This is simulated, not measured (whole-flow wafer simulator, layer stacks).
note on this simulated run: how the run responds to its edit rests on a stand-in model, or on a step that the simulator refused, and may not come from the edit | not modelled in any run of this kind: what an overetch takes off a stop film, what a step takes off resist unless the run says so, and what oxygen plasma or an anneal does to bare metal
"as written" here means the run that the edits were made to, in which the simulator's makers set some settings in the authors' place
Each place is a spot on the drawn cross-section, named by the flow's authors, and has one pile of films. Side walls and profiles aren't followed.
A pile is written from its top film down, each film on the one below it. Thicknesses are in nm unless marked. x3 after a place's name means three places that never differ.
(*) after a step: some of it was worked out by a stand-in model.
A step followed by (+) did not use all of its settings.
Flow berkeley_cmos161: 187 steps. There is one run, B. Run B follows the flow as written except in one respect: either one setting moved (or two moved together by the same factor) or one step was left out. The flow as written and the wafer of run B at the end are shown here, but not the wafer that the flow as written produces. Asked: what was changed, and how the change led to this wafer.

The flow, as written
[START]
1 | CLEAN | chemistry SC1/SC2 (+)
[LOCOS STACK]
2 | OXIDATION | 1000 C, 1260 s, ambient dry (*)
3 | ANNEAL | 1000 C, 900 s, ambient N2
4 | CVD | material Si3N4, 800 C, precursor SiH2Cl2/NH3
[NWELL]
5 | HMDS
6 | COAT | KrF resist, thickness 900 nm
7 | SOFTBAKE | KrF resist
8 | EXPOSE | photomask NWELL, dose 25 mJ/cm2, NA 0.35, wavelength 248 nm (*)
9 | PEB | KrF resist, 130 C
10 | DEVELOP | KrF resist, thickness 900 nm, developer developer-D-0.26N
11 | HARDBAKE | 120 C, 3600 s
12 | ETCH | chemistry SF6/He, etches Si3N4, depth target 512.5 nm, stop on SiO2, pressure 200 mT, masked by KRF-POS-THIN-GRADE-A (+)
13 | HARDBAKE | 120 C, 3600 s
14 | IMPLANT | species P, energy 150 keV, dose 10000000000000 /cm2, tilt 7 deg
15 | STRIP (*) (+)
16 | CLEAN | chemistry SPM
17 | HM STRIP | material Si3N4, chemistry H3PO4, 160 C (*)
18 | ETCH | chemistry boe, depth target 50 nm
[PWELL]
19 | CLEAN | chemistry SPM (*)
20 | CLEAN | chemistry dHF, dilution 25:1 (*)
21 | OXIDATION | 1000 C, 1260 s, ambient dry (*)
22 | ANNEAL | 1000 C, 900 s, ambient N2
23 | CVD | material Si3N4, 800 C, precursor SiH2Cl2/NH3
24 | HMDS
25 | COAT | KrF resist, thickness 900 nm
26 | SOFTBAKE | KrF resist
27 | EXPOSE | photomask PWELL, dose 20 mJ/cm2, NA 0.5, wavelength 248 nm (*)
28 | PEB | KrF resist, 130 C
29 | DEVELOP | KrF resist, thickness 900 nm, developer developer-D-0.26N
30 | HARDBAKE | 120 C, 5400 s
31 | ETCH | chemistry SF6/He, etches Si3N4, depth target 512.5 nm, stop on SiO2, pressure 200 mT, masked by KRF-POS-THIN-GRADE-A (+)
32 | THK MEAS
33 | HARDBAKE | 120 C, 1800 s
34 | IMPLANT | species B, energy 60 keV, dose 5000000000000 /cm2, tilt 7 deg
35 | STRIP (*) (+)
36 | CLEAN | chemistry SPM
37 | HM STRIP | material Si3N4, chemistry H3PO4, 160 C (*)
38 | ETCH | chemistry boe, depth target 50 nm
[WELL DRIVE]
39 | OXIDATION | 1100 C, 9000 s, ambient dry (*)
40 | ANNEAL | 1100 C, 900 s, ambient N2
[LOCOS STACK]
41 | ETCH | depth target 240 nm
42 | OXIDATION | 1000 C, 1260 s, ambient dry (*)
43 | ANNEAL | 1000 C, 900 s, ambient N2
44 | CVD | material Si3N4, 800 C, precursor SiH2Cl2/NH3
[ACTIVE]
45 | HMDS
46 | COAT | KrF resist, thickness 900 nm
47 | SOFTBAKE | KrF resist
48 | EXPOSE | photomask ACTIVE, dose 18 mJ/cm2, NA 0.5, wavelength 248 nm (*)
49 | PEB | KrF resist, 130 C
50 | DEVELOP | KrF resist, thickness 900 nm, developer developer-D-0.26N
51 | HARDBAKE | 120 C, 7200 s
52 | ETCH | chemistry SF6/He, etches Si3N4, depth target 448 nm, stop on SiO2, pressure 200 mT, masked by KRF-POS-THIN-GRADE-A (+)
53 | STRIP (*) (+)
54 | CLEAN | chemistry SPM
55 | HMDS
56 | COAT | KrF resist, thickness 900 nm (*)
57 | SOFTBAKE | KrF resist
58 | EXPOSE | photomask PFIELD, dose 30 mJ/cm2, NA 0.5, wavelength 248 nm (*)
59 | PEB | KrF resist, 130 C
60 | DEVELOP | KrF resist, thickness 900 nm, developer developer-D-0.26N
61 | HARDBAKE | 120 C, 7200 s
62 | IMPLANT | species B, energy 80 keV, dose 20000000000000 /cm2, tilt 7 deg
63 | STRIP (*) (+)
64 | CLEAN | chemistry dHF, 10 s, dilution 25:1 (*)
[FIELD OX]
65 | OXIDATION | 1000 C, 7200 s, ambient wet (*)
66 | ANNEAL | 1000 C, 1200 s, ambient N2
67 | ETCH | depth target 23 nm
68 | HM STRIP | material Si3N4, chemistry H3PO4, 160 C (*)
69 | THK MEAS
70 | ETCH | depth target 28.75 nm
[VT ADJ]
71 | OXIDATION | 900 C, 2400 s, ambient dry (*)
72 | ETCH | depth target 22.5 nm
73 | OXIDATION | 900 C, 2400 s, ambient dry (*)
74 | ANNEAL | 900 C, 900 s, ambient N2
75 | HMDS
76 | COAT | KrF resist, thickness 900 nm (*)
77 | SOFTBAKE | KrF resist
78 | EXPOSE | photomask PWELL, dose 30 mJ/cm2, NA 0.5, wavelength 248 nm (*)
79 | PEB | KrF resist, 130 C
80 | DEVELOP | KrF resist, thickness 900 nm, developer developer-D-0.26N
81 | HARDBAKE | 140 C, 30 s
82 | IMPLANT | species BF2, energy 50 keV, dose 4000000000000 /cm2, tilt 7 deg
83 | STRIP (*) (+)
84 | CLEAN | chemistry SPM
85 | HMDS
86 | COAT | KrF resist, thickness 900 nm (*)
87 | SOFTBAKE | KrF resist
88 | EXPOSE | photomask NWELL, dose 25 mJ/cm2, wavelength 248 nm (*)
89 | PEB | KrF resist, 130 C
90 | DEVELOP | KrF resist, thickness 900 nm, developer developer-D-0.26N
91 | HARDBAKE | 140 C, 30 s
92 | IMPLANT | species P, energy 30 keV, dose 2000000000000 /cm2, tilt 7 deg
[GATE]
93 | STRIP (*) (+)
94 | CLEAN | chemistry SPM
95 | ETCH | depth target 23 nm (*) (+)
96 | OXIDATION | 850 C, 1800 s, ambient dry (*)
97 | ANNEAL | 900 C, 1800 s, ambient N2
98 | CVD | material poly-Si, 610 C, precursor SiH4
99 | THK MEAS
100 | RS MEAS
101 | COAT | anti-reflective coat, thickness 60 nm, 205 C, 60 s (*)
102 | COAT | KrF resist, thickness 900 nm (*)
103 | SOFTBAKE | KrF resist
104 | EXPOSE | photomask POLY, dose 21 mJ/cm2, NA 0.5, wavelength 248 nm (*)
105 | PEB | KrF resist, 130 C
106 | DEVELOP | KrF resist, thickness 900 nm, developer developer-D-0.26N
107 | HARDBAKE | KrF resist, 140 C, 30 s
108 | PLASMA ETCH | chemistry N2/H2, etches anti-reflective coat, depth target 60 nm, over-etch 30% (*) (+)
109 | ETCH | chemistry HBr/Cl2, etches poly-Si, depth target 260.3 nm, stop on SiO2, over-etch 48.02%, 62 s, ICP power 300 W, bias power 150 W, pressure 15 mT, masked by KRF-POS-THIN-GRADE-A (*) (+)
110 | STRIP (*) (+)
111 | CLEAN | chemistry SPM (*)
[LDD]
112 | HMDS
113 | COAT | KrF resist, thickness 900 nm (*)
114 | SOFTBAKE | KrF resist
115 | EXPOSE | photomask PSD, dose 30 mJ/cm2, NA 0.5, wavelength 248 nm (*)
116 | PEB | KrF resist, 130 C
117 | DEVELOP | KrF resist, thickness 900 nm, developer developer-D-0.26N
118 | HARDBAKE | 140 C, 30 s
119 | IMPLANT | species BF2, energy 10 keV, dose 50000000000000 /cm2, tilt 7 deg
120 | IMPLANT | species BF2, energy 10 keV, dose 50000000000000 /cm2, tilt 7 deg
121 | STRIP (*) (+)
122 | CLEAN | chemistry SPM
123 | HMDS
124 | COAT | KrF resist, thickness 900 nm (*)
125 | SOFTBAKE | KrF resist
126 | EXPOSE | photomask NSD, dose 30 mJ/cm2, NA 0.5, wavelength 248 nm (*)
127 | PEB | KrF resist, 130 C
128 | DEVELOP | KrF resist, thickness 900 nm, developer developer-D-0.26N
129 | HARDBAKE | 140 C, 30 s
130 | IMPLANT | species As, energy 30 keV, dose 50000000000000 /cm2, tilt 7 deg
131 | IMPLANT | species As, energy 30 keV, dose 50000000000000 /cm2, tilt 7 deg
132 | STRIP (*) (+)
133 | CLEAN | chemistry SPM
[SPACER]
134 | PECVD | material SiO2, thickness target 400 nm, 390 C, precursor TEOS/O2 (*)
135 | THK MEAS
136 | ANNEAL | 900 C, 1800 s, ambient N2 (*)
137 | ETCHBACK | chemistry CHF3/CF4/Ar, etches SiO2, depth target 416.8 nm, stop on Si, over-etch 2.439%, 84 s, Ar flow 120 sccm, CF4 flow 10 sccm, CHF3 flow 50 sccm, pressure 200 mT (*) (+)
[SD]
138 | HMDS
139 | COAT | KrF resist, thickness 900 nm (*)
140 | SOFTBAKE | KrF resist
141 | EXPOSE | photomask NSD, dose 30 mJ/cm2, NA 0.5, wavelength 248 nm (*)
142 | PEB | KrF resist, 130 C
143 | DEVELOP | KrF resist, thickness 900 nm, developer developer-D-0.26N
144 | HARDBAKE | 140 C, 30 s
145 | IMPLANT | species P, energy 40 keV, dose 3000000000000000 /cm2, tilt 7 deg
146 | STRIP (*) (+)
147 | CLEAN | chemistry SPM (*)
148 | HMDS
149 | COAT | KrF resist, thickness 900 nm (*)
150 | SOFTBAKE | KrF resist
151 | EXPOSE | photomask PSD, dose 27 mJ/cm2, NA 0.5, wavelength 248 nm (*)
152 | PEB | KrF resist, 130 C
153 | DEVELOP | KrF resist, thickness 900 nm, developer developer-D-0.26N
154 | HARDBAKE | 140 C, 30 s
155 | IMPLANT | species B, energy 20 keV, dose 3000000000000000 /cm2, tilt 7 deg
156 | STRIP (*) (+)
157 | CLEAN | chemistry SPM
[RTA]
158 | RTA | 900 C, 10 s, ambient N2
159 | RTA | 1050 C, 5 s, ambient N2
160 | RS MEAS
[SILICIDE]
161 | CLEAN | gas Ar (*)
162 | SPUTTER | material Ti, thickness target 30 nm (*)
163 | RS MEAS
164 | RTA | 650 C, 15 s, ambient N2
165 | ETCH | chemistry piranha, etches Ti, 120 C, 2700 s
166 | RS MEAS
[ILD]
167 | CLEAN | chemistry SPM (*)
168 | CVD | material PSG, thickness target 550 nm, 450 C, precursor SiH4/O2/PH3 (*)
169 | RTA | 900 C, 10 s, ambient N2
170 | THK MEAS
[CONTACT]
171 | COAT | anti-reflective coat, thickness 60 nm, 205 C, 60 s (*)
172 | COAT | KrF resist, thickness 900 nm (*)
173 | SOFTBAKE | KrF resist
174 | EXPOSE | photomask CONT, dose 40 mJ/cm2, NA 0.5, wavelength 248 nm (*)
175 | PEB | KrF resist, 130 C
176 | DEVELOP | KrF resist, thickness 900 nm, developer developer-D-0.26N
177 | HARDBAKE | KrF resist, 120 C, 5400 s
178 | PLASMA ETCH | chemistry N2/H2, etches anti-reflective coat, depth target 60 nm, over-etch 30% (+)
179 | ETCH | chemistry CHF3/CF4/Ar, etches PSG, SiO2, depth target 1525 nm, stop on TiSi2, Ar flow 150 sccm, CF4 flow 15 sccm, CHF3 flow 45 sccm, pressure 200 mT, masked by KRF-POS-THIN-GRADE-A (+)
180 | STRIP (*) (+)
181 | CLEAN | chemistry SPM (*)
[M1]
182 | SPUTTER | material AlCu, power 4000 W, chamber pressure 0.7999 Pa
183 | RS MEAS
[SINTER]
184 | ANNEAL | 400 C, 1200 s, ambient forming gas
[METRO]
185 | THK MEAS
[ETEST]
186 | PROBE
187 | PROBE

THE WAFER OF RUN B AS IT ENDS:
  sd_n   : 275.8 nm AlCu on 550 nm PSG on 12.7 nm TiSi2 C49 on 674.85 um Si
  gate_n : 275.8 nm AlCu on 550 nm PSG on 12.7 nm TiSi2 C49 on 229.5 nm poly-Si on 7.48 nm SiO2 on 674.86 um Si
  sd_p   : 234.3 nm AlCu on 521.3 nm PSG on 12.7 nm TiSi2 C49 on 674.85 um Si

Cause: step 164, RTA: 552 C was run, whereas the flow has 650 C.

The path from the change to this, step by step:
  164 | RTA | 650 C, 15 s, ambient N2
      sd_n, sd_p, contact, m1: -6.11 Ti, +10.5 TiSi first (new film), -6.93 Si (in the flow as written it would be: -23.4 Ti, +6.2 TiSi first (new film), +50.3 TiSi2 C49 (new film), -49 Si)
      gate_n, gate_p: -6.11 Ti, +10.5 TiSi first (new film), -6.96 poly-Si (in the flow as written it would be: -23.4 Ti, +6.2 TiSi first (new film), +50.3 TiSi2 C49 (new film), -49.2 poly-Si)
  165 | ETCH | chemistry piranha, etches Ti, 120 C, 2700 s
      sd_n, gate_n, sd_p, gate_p, contact, m1: -23.9 Ti (all of it), -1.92 TiSi first (in the flow as written it would be: -6.6 Ti (all of it), -1.93 TiSi first)
  169 | RTA | 900 C, 10 s, ambient N2
      sd_n, sd_p, contact, m1: under 1 film: +12.7 TiSi2 C49 (new film), -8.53 TiSi first (all of it), -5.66 Si (in the flow as written it would be: under 1 film: +53.3 TiSi2 (new film), -4.27 TiSi first (all of it), -50.3 TiSi2 C49 (all of it), -2.83 Si)
      gate_n, gate_p: under 1 film: +12.7 TiSi2 C49 (new film), -8.53 TiSi first (all of it), -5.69 poly-Si (in the flow as written it would be: under 1 film: +53.3 TiSi2 (new film), -4.27 TiSi first (all of it), -50.3 TiSi2 C49 (all of it), -2.85 poly-Si)
  179 | ETCH | chemistry CHF3/CF4/Ar, etches PSG, SiO2, depth target 1525 nm, stop on TiSi2, Ar flow 150 sccm, CF4 flow 15 sccm, CHF3 flow 45 sccm, pressure 200 mT, masked by KRF-POS-THIN-GRADE-A (+)
      contact: -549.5 PSG (all of it) (in the flow as written it would be: -549.5 PSG (all of it), -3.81 TiSi2)
